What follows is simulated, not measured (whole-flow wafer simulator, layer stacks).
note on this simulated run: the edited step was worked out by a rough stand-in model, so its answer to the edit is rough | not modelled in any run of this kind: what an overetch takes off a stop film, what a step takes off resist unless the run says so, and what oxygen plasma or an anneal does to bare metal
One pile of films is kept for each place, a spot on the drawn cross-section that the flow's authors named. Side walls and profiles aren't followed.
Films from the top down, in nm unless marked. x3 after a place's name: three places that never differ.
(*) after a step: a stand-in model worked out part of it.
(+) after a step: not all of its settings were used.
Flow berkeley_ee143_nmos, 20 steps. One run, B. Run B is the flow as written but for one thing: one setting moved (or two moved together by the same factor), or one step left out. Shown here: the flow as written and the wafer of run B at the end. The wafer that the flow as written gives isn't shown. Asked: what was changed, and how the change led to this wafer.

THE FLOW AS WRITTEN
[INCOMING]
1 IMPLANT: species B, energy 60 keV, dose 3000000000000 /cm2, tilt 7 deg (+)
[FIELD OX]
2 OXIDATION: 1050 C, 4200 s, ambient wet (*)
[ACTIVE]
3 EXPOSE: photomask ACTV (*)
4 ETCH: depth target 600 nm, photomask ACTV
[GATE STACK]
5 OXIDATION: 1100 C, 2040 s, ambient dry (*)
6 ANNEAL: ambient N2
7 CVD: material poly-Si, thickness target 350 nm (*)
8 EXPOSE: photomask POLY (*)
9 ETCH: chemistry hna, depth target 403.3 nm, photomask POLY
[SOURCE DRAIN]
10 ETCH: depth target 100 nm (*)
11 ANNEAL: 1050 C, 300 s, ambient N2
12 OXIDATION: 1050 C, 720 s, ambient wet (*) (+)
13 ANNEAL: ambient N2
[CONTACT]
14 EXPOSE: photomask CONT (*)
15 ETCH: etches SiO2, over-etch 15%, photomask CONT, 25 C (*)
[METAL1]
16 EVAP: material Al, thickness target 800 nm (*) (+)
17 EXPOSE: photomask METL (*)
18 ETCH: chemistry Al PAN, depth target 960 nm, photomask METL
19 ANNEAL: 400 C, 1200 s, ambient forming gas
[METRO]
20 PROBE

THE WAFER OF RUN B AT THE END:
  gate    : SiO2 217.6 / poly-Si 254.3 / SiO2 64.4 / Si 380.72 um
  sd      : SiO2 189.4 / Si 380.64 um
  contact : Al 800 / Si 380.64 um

The cause: step 5, OXIDATION: 1428 s was run, where the flow has 2040 s.

How the change led to this, step by step:
  5 OXIDATION: 1100 C, 2040 s, ambient dry (*)
      gate, sd, contact: SiO2 +64.4 (new film), Si -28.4 (as written it would be: SiO2 +79.7 (new film), Si -35.1)
      field: SiO2 +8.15, Si -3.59 (as written it would be: SiO2 +11.6, Si -5.1)
  10 ETCH: depth target 100 nm (*)
      sd, contact: SiO2 -64.4 (all of it) (as written it would be: SiO2 -79.7 (all of it))
